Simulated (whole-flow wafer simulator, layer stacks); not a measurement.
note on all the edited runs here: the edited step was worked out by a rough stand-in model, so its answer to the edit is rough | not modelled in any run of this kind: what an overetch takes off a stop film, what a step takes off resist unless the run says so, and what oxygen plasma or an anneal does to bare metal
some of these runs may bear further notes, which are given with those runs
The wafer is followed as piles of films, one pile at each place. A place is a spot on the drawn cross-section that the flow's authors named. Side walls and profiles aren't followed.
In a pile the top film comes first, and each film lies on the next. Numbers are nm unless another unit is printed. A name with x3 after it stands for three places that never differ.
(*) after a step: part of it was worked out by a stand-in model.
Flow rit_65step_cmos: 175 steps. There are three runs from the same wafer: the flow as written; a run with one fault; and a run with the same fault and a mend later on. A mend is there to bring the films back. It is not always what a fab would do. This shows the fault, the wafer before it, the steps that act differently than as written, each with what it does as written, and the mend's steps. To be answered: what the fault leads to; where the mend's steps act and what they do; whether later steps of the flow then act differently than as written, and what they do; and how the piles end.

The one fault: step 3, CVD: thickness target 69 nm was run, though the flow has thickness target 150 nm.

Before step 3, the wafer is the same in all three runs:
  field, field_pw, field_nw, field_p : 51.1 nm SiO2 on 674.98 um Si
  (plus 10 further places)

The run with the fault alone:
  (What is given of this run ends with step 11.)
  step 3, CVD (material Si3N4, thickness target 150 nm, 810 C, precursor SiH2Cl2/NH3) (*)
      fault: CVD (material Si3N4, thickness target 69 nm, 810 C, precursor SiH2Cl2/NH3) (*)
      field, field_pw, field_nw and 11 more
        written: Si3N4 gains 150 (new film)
        fault: Si3N4 gains 69 (new film)
  Every later step of the flow up to step 11 that is run acts as written at every place that is followed.
  The piles after step 11 differ from the flow's at field, field_pw, field_nw and 11 more by more than 2% or 0.5 nm, whichever is larger.
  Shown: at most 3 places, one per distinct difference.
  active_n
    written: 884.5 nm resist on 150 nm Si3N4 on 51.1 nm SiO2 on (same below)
    fault: 884.5 nm resist on 69 nm Si3N4 on 51.1 nm SiO2 on (same below)
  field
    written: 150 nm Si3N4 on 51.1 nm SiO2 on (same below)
    fault: 69 nm Si3N4 on 51.1 nm SiO2 on (same below)

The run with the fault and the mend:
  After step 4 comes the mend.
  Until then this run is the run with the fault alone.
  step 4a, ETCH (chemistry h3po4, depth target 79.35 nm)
      field, field_pw, field_nw and 11 more
        Si3N4 loses 69 (all of it)
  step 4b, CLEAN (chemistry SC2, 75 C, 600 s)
      does not change any film at any place that is followed
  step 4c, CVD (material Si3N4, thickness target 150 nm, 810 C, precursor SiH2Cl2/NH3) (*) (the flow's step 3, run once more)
      field, field_pw, field_nw and 11 more
        Si3N4 gains 150 (new film)
  Every later step of the flow that is run acts as written at every place that is followed.
  The piles end the same as the flow's at every place that both follow.
